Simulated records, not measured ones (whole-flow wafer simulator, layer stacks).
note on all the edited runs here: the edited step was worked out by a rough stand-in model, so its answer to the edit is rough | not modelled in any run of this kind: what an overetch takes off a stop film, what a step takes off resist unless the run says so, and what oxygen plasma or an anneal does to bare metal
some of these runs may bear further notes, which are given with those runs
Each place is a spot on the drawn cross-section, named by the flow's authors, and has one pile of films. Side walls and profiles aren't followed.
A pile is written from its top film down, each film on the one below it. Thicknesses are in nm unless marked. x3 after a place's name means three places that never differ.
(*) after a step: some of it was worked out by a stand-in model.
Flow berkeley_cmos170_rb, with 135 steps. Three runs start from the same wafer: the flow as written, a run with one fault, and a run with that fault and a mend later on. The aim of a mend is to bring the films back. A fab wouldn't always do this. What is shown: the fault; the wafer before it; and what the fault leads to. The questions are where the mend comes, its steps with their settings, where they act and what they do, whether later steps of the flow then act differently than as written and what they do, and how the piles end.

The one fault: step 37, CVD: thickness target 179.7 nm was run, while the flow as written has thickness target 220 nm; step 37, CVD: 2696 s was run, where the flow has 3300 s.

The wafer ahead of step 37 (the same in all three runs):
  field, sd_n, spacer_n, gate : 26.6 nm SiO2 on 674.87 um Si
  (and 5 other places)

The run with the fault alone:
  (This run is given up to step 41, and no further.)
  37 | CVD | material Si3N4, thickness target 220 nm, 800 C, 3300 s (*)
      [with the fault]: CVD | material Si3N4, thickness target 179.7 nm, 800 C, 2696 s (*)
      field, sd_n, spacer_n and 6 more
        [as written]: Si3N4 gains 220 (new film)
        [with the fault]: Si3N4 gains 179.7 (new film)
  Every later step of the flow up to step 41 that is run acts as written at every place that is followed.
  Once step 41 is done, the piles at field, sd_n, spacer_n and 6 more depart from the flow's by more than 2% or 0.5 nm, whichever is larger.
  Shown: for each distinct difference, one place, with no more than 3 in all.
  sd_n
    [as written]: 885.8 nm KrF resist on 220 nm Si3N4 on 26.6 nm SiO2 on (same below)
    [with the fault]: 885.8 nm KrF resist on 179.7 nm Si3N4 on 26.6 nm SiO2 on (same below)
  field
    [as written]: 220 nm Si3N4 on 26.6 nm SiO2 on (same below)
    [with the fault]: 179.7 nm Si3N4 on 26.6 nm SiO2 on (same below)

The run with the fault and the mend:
  After step 37 comes the mend.
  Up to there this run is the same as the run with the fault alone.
  37a | ETCH | chemistry h3po4, depth target 206.6 nm (the flow's step 30, run once more with other settings)
      field, sd_n, spacer_n and 6 more
        Si3N4 loses 179.7 (all of it)
  37b | CLEAN (*)
      leaves every film unchanged at each place that is followed
  37c | CVD | material Si3N4, thickness target 220 nm, 800 C, 3300 s (*) (the flow's step 37, run once more)
      field, sd_n, spacer_n and 6 more
        Si3N4 gains 220 (new film)
  Every later step of the flow that is run acts as written at every place that is followed.
  At every place that both follow, the piles at the end match the flow's.
